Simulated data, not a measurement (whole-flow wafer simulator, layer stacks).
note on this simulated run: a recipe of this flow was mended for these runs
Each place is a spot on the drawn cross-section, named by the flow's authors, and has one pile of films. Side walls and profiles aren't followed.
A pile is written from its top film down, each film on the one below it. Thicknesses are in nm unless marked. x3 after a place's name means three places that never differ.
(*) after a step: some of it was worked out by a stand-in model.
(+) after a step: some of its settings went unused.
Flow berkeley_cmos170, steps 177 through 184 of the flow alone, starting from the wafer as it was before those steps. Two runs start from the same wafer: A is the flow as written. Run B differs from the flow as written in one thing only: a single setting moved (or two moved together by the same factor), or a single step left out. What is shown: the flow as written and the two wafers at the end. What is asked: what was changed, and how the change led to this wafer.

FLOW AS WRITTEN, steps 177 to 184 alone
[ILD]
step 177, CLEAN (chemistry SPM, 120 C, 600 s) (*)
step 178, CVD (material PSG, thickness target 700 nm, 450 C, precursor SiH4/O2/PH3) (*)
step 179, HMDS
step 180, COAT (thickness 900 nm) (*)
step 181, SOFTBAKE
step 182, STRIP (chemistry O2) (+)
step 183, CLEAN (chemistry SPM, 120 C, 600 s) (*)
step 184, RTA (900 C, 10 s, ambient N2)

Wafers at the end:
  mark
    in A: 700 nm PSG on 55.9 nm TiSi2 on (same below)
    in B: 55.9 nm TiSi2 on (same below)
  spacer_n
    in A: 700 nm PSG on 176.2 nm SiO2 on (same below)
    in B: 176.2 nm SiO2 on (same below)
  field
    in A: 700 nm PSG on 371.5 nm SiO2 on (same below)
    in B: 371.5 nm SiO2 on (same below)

Cause: step 178, CVD: material PSG, thickness target 700 nm, 450 C, precursor SiH4/O2/PH3 (*), was not run.

How this came from the change, step by step:
  step 180, COAT (thickness 900 nm) (*)
      sd_n: A KrF-resist gains 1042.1 (new film) | B KrF-resist gains 985.3 (new film)
      spacer_n: A KrF-resist gains 873 (new film) | B KrF-resist gains 818.8 (new film)
      (and at 3 other places as well)
  step 182, STRIP (chemistry O2) (+)
      sd_n: A KrF-resist loses 1042.1 (all of it) | B KrF-resist loses 985.3 (all of it)
      spacer_n: A KrF-resist loses 873 (all of it) | B KrF-resist loses 818.8 (all of it)
      (and at 3 other places as well)
